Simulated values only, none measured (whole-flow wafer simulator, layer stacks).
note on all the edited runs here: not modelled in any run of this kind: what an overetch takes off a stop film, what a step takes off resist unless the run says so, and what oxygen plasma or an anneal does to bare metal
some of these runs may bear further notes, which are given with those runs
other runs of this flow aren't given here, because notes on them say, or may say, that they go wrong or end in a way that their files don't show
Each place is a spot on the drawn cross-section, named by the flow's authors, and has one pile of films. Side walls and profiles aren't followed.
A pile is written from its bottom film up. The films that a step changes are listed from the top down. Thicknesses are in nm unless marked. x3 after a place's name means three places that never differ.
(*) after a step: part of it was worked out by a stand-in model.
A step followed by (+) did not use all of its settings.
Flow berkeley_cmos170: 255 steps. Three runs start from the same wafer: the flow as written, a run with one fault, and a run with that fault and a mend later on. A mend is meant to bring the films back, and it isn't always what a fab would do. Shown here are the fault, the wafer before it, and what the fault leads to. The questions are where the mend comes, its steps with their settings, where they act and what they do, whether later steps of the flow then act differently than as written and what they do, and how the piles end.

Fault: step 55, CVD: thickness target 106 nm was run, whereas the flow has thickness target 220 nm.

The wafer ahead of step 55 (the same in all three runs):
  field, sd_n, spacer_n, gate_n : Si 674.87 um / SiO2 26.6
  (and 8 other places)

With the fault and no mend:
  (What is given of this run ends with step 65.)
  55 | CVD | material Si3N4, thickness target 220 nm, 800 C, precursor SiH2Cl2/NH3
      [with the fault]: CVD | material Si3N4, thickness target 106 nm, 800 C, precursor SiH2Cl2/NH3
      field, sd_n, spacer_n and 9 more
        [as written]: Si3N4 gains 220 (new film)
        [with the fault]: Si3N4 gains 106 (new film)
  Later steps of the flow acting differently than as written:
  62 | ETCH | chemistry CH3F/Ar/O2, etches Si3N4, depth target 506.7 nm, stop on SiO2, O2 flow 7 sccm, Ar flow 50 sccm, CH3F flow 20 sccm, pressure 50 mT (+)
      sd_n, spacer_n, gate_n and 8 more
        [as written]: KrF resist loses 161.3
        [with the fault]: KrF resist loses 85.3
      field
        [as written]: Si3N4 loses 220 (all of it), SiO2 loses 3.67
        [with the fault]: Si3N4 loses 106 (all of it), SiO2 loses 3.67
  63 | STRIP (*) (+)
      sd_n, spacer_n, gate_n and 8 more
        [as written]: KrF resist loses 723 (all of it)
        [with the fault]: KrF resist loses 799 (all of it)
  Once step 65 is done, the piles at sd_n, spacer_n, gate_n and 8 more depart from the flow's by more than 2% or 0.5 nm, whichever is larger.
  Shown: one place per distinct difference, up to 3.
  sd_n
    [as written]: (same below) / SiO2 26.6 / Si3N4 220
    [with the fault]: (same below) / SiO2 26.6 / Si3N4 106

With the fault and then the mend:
  The mend stands after step 55.
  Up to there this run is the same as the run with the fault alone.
  55a | ETCH | chemistry h3po4, depth target 121.9 nm
      field, sd_n, spacer_n and 9 more
        Si3N4 loses 106 (all of it)
  55b | CLEAN | chemistry SPM
      does not change any film at any place that is followed
  55c | CVD | material Si3N4, thickness target 220 nm, 800 C, precursor SiH2Cl2/NH3 (a further turn of the flow's step 55)
      field, sd_n, spacer_n and 9 more
        Si3N4 gains 220 (new film)
  None of the later steps of the flow acts differently than as written at any place that is followed.
  By the end, the piles equal the flow's at every place that both follow.
